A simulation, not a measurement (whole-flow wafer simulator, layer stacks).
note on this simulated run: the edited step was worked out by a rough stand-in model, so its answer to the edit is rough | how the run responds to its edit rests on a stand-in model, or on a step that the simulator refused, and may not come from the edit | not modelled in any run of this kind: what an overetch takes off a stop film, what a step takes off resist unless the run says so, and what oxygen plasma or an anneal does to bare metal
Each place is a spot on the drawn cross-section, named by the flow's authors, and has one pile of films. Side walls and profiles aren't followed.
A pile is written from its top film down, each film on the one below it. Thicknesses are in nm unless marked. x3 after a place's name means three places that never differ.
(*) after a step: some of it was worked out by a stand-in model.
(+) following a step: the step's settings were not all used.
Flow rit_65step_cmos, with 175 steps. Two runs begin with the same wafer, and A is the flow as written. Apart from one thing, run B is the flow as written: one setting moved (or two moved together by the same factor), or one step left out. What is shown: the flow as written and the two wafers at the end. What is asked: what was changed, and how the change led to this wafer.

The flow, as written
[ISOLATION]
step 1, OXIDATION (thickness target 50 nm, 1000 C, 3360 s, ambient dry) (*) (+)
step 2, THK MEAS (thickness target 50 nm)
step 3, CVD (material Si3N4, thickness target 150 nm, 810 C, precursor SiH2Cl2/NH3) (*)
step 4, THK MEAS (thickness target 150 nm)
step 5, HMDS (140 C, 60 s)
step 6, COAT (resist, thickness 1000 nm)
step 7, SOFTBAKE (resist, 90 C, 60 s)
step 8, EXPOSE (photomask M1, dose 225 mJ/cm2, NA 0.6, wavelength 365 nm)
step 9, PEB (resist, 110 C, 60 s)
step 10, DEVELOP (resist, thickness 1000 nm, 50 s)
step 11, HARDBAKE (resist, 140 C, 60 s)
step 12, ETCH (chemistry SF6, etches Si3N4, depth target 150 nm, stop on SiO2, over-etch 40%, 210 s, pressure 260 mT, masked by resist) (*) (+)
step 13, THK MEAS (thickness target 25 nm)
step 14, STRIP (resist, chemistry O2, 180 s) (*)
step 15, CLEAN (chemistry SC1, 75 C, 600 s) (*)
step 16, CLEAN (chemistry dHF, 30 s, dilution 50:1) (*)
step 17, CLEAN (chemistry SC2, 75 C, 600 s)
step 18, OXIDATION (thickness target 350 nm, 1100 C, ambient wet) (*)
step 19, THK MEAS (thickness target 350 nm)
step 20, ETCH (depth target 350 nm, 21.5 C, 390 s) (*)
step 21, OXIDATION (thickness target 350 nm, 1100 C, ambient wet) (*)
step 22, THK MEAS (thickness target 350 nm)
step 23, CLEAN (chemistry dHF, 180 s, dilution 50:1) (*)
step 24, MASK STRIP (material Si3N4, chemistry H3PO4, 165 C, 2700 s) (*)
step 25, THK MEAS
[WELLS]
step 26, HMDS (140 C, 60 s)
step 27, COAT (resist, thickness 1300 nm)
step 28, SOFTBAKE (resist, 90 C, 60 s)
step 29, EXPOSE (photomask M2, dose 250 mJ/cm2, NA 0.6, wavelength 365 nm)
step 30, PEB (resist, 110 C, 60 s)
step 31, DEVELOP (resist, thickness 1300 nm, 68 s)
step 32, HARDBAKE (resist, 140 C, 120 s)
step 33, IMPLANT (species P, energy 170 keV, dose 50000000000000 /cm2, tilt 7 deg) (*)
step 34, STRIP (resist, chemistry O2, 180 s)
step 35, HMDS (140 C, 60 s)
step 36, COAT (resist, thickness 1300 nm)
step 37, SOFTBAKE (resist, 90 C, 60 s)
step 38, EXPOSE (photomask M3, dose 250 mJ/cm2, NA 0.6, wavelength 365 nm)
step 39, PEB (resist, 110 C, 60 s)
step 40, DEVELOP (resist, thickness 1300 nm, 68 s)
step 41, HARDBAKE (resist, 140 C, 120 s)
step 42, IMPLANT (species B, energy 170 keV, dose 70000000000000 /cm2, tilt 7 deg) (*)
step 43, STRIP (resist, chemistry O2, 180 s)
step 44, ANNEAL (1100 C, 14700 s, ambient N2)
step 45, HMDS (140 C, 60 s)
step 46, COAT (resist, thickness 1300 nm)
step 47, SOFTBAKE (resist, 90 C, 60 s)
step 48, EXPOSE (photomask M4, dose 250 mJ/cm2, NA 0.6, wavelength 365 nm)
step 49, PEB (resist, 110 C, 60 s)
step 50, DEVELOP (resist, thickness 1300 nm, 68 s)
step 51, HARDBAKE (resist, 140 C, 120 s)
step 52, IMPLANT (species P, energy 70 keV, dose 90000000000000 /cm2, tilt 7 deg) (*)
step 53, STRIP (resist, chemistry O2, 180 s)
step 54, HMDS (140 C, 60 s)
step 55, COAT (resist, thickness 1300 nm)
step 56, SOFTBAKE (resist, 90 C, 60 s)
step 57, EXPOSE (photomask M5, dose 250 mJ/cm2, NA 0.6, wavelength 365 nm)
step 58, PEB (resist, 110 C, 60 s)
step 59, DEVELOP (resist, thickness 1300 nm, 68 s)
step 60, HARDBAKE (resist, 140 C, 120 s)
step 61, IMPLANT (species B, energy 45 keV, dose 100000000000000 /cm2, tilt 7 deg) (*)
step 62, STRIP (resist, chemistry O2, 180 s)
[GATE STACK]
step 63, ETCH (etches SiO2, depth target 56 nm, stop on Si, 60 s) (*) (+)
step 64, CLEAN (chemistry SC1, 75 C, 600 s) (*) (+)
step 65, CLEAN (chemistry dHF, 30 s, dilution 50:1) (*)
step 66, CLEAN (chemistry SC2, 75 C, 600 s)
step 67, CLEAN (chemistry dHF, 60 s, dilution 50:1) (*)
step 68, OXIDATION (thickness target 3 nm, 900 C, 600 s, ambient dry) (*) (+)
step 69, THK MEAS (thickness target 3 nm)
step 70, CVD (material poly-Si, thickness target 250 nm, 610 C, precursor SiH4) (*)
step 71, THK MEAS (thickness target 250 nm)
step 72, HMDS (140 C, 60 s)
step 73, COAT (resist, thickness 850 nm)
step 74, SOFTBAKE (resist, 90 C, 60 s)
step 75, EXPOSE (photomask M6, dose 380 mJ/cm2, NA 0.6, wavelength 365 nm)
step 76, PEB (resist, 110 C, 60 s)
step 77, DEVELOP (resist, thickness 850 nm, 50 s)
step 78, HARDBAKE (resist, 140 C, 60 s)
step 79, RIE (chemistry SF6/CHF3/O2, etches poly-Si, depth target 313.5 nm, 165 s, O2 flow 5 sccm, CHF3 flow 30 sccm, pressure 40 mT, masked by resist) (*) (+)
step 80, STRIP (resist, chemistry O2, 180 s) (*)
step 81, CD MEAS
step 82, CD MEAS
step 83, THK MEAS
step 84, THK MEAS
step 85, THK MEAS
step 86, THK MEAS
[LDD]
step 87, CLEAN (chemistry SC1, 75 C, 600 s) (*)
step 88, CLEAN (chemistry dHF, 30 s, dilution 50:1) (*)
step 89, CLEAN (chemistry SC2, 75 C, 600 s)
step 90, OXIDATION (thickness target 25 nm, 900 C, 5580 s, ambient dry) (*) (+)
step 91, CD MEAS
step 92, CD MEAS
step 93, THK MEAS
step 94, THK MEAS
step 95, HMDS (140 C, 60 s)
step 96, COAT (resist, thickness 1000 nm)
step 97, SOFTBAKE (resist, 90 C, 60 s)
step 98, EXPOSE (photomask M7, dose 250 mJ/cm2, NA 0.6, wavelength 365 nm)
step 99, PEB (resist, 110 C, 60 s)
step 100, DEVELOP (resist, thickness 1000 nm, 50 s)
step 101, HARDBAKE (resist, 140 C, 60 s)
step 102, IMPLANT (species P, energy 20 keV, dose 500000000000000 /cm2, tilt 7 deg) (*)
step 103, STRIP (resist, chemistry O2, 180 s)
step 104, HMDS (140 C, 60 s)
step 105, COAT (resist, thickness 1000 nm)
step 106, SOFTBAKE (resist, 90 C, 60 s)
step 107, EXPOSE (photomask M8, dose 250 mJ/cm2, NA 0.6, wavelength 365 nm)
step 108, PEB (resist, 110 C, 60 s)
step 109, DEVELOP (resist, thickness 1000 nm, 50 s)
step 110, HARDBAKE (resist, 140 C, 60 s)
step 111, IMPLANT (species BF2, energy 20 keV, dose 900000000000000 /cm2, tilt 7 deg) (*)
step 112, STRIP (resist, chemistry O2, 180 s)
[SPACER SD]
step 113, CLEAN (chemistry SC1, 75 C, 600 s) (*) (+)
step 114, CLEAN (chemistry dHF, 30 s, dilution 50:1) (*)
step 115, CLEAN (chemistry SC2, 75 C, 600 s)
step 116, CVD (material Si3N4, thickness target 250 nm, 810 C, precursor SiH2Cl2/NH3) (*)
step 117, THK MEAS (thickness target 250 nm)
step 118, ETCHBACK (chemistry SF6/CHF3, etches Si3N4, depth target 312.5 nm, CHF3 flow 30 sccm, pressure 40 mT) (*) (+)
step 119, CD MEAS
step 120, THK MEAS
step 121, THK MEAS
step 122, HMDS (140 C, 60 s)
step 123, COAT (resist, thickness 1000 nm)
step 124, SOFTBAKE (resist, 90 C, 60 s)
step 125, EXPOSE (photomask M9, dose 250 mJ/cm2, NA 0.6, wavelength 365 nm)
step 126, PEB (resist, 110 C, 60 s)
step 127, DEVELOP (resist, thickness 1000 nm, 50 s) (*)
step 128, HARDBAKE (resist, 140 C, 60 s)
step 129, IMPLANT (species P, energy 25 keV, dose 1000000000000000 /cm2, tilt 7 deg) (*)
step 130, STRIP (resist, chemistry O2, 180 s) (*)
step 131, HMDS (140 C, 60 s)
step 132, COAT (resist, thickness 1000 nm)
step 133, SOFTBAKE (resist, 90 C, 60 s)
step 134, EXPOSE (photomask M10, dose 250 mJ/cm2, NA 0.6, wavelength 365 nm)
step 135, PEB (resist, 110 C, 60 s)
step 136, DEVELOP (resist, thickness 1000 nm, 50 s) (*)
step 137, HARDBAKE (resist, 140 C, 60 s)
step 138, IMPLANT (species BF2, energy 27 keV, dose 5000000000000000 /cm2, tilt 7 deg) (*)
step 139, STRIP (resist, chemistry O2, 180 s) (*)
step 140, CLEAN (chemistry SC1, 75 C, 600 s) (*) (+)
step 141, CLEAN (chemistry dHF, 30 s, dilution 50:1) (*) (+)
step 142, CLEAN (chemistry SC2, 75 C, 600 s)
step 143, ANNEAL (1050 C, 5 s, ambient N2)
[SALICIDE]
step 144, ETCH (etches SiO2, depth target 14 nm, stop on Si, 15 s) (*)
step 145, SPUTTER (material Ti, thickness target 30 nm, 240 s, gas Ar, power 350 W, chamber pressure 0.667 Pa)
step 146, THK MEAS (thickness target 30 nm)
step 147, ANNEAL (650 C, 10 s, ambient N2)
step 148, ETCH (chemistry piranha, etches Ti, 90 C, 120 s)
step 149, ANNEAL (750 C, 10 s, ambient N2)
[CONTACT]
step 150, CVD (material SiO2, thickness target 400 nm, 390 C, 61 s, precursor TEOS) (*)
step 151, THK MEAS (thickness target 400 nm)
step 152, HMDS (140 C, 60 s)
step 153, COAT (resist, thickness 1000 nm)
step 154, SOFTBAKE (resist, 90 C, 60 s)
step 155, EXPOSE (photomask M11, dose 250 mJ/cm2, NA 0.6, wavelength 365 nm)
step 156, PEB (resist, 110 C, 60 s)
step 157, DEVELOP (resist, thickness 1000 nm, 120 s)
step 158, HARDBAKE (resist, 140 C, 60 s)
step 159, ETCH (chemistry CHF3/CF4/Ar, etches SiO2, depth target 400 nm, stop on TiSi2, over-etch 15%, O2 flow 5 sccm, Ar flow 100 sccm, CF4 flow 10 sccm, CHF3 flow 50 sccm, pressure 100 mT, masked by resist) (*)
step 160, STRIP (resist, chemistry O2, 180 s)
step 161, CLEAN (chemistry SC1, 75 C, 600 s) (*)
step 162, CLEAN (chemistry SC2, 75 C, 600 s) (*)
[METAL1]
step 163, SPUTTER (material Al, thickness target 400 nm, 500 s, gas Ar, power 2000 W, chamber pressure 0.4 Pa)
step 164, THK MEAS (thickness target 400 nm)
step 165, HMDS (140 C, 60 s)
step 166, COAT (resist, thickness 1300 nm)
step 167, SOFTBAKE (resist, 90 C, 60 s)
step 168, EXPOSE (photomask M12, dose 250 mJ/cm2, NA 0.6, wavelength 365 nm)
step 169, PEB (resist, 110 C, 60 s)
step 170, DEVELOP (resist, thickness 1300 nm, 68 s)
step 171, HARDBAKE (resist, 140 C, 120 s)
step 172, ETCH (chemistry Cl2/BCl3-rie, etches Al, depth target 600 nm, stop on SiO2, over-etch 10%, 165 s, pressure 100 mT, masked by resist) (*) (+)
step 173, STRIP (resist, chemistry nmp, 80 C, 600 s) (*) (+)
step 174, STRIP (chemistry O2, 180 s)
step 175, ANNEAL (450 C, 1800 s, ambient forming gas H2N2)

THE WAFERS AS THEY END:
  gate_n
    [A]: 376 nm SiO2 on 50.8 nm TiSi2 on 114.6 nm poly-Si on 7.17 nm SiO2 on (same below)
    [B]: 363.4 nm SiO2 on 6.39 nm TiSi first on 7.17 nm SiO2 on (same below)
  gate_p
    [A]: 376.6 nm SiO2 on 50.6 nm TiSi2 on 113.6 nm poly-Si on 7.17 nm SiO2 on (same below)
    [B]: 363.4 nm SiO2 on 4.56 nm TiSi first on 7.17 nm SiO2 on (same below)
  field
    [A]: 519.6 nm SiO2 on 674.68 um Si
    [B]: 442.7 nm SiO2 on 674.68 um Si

What caused this: step 116, CVD: thickness target 150 nm was run, whereas the flow has thickness target 250 nm.

How this came from the change, step by step:
  step 116, CVD (material Si3N4, thickness target 250 nm, 810 C, precursor SiH2Cl2/NH3) (*)
      field, field_pw, field_nw and 11 more: A +250 Si3N4 (new film) | B +150 Si3N4 (new film)
  step 118, ETCHBACK (chemistry SF6/CHF3, etches Si3N4, depth target 312.5 nm, CHF3 flow 30 sccm, pressure 40 mT) (*) (+)
      field, field_pw, field_nw, field_p: A -250 Si3N4 (all of it), -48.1 SiO2 | B -150 Si3N4 (all of it), -125 SiO2
      gate_n: A -250 Si3N4 (all of it), -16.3 SiO2 (all of it), -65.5 poly-Si | B -150 Si3N4 (all of it), -16.3 SiO2 (all of it), -224.2 poly-Si
      (as well as at 1 more place)
  step 123, COAT (resist, thickness 1000 nm)
      field: A +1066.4 resist (new film) | B +1117.2 resist (new film)
      field_pw: A +1044.8 resist (new film) | B +1080.9 resist (new film)
      (as well as at 4 more places)
  step 126, PEB (resist, 110 C, 60 s)
      gate_n, gate_p: A -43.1 resist | B -49.8 resist
      field: A -55.6 resist | B -58.3 resist
      (as well as at 3 more places)
  step 127, DEVELOP (resist, thickness 1000 nm, 50 s) (*)
      field: A -1010.9 resist (all of it) | B -1058.9 resist (all of it)
      gate_n: A -791.9 resist (all of it) | B -908.1 resist (all of it)
  step 128, HARDBAKE (resist, 140 C, 60 s)
      field_pw: A -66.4 resist | B -69.3 resist
      field_nw: A -67.1 resist | B -69.7 resist
      (as well as at 2 more places)
  step 130, STRIP (resist, chemistry O2, 180 s) (*)
      field_pw: A -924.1 resist (all of it) | B -955.2 resist (all of it)
      field_nw: A -928.7 resist (all of it) | B -960.2 resist (all of it)
      (as well as at 2 more places)
  step 132, COAT (resist, thickness 1000 nm)
      field: A +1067 resist (new film) | B +1118 resist (new film)
      field_pw: A +1045.2 resist (new film) | B +1081.2 resist (new film)
      (as well as at 4 more places)
  step 135, PEB (resist, 110 C, 60 s)
      gate_n, gate_p: A -43.1 resist | B -49.8 resist
      field: A -55.6 resist | B -58.4 resist
      (as well as at 3 more places)
  step 136, DEVELOP (resist, thickness 1000 nm, 50 s) (*)
      field_p: A -1018 resist (all of it) | B -1065.9 resist (all of it)
      gate_p: A -792.8 resist (all of it) | B -909 resist (all of it)
  step 137, HARDBAKE (resist, 140 C, 60 s)
      field: A -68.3 resist | B -71.9 resist
      field_pw: A -66.4 resist | B -69.3 resist
      (as well as at 2 more places)
  step 139, STRIP (resist, chemistry O2, 180 s) (*)
      field: A -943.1 resist (all of it) | B -987.7 resist (all of it)
      field_pw: A -924.5 resist (all of it) | B -955.5 resist (all of it)
      (as well as at 2 more places)
  step 145, SPUTTER (material Ti, thickness target 30 nm, 240 s, gas Ar, power 350 W, chamber pressure 0.667 Pa)
      gate_n: A +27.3 Ti (new film) | B +30 Ti (new film)
      gate_p: A +27.2 Ti (new film) | B +30 Ti (new film)
  step 147, ANNEAL (650 C, 10 s, ambient N2)
      gate_n: A -21.3 Ti, +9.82 TiSi first (new film), +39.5 TiSi2 C49 (new film), -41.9 poly-Si | B -3.79 Ti, +6.47 TiSi first (new film), -4.31 poly-Si (all of it)
      gate_p: A -21.2 Ti, +9.56 TiSi first (new film), +39.6 TiSi2 C49 (new film), -41.9 poly-Si | B -2.72 Ti, +4.64 TiSi first (new film), -3.09 poly-Si (all of it)
  step 148, ETCH (chemistry piranha, etches Ti, 90 C, 120 s)
      gate_n: A -6 Ti (all of it), -0.1 TiSi first | B -26.2 Ti (all of it), -0.08 TiSi first
      gate_p: A -5.97 Ti (all of it), -0.1 TiSi first | B -27.3 Ti (all of it), -0.08 TiSi first
  step 149, ANNEAL (750 C, 10 s, ambient N2)
      gate_n: A +50.8 TiSi2 (new film), -9.72 TiSi first (all of it), -39.5 TiSi2 C49 (all of it), -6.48 poly-Si | B nothing
      gate_p: A +50.6 TiSi2 (new film), -9.46 TiSi first (all of it), -39.6 TiSi2 C49 (all of it), -6.31 poly-Si | B nothing
  ... 7 further steps ...
  step 170, DEVELOP (resist, thickness 1300 nm, 68 s)
      field: A -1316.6 resist (all of it) | B -1371.4 resist (all of it)
      field_pw: A -1285.5 resist (all of it) | B -1322.7 resist (all of it)
      (as well as at 4 more places)
